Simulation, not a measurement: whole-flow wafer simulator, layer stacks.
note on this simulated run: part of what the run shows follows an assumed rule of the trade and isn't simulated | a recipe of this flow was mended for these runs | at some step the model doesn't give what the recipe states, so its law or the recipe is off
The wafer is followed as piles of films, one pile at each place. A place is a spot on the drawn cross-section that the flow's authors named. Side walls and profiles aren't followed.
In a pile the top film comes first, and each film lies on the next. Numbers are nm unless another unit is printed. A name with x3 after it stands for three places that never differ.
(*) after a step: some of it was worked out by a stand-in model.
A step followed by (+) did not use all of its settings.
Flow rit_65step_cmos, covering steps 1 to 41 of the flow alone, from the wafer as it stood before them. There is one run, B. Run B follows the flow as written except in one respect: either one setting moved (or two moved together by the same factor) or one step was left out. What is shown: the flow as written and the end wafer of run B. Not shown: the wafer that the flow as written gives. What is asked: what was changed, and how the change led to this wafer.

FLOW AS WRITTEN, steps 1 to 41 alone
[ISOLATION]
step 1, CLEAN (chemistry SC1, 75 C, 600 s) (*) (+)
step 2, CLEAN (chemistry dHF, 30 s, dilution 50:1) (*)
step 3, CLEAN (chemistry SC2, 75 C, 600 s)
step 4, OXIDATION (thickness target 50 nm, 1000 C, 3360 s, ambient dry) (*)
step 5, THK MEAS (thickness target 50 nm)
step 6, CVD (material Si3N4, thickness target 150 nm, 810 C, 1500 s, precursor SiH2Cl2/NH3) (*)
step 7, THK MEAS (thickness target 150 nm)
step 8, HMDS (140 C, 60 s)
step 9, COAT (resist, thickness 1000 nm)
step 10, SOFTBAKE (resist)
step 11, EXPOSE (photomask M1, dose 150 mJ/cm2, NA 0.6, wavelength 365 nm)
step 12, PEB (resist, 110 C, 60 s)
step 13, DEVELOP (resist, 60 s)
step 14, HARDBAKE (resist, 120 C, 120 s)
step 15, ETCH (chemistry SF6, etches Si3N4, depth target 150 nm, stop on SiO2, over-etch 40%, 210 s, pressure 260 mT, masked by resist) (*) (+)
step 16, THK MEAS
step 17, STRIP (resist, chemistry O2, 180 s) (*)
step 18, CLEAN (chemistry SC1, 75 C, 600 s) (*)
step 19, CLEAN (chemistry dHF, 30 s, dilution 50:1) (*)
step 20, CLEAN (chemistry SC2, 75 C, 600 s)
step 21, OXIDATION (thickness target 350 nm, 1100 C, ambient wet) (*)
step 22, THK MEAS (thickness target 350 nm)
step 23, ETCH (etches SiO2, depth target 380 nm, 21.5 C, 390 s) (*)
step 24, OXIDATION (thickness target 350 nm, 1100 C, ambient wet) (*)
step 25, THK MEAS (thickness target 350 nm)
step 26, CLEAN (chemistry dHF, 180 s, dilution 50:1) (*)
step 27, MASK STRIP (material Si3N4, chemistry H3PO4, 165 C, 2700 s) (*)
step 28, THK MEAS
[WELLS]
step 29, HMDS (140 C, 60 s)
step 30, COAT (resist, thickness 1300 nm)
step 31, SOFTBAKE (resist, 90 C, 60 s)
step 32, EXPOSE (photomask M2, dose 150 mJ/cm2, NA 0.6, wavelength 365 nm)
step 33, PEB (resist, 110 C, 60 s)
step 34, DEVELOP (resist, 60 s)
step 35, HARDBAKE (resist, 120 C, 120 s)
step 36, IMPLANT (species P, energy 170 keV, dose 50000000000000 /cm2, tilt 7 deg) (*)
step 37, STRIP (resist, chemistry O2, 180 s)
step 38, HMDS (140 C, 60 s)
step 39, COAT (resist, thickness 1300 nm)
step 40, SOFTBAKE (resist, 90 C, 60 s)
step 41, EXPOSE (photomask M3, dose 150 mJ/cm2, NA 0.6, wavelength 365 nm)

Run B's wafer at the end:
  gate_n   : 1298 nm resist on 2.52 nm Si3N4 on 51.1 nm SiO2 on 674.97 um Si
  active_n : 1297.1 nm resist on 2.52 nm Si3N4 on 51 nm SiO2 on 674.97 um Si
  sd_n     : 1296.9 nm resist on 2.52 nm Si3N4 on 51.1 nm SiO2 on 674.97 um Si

What caused this: step 27, MASK STRIP: 1249 s was run, while the flow as written has 2700 s.

How this came from the change, step by step:
  step 27, MASK STRIP (material Si3N4, chemistry H3PO4, 165 C, 2700 s) (*)
      active_n, active_p, gate_n and 7 more: -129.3 Si3N4 (as written it would have been: -131.8 Si3N4 (all of it), -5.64 SiO2)
      field, field_pw, field_nw, field_p: -4.94 SiO2 (as written it would have been: -10.7 SiO2)
